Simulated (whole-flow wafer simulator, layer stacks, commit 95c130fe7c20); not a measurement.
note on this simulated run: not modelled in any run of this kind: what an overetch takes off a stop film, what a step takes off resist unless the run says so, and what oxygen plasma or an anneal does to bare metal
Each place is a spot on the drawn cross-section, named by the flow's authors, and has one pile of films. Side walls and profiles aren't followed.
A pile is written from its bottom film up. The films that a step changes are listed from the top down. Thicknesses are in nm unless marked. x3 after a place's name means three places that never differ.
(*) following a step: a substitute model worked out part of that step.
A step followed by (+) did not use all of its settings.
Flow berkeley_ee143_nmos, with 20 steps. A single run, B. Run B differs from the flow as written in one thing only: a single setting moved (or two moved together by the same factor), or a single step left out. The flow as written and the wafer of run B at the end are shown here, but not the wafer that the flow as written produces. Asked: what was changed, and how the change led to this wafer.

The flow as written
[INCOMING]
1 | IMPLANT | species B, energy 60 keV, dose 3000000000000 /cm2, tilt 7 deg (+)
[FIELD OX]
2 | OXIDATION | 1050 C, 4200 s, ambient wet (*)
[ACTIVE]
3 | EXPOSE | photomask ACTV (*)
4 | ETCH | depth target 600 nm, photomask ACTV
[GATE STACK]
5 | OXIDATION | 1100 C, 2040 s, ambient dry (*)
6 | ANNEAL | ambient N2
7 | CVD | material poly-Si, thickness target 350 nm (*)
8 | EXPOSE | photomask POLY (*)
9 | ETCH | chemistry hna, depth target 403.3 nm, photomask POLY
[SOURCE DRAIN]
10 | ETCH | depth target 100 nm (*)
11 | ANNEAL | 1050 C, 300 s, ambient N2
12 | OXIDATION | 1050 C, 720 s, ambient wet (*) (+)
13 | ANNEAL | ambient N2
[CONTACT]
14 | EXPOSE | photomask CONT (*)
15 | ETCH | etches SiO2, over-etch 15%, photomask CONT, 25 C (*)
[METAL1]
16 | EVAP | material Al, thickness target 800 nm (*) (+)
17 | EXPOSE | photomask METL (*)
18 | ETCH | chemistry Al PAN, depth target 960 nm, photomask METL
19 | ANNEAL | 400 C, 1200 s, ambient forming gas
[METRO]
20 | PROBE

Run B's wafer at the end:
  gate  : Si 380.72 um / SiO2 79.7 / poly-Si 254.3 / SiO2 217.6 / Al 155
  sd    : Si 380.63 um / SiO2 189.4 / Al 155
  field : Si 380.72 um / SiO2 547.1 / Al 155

The reason: step 18, ETCH: depth target 645 nm was run, whereas the flow has depth target 960 nm.

How this came from the change, step by step:
  18 | ETCH | chemistry Al PAN, depth target 960 nm, photomask METL
      gate, sd, field: -645 Al (as written it would have been: -800 Al (all of it))
Taking metal films that touch as one body, gate has 1 body; the flow as written gives 0 bodies.
Taking metal films that touch as one body, sd has 1 body; the flow as written gives 0 bodies.
Taking metal films that touch as one body, field has 1 body; the flow as written gives 0 bodies.
